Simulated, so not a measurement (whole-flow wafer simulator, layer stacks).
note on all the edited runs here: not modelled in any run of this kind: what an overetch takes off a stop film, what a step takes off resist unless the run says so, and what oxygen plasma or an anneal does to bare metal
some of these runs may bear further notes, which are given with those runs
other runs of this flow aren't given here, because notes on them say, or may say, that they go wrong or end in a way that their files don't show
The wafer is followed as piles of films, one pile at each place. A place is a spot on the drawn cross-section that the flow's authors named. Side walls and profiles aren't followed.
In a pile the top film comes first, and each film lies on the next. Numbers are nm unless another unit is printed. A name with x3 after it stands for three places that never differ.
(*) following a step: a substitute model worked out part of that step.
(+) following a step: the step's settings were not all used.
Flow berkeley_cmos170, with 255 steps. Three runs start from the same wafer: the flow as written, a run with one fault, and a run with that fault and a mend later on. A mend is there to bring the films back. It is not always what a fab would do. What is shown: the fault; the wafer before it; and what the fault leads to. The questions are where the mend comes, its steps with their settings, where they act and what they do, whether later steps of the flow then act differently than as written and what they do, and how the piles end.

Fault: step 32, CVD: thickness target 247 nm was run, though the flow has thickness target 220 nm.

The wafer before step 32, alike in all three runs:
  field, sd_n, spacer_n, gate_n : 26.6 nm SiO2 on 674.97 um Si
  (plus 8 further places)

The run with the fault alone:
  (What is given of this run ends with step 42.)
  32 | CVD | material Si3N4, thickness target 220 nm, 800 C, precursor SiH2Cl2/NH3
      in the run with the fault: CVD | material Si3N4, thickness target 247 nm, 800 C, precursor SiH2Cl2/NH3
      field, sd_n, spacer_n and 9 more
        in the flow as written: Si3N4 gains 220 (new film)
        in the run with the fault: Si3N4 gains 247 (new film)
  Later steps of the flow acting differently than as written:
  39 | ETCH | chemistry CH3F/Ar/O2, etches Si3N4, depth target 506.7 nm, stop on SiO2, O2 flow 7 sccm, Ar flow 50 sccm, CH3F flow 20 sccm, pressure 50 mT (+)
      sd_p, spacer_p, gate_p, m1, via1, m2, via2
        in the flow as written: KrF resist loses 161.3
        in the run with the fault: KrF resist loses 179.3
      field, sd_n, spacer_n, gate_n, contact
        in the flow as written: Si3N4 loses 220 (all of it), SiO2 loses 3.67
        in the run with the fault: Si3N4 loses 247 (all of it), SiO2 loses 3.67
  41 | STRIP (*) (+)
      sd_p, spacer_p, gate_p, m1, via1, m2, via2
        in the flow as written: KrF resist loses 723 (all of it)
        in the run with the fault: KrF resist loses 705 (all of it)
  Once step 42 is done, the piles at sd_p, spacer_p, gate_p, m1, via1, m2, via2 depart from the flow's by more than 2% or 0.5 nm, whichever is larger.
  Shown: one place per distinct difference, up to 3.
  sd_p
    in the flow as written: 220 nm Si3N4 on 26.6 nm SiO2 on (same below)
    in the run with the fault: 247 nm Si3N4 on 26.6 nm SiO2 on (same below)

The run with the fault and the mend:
  The mend follows step 32.
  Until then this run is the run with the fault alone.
  32a | ETCH | chemistry h3po4, depth target 27 nm
      field, sd_n, spacer_n and 9 more
        Si3N4 loses 27
  Every later step of the flow that is run acts as written at every place that is followed.
  By the end, the piles equal the flow's at every place that both follow.
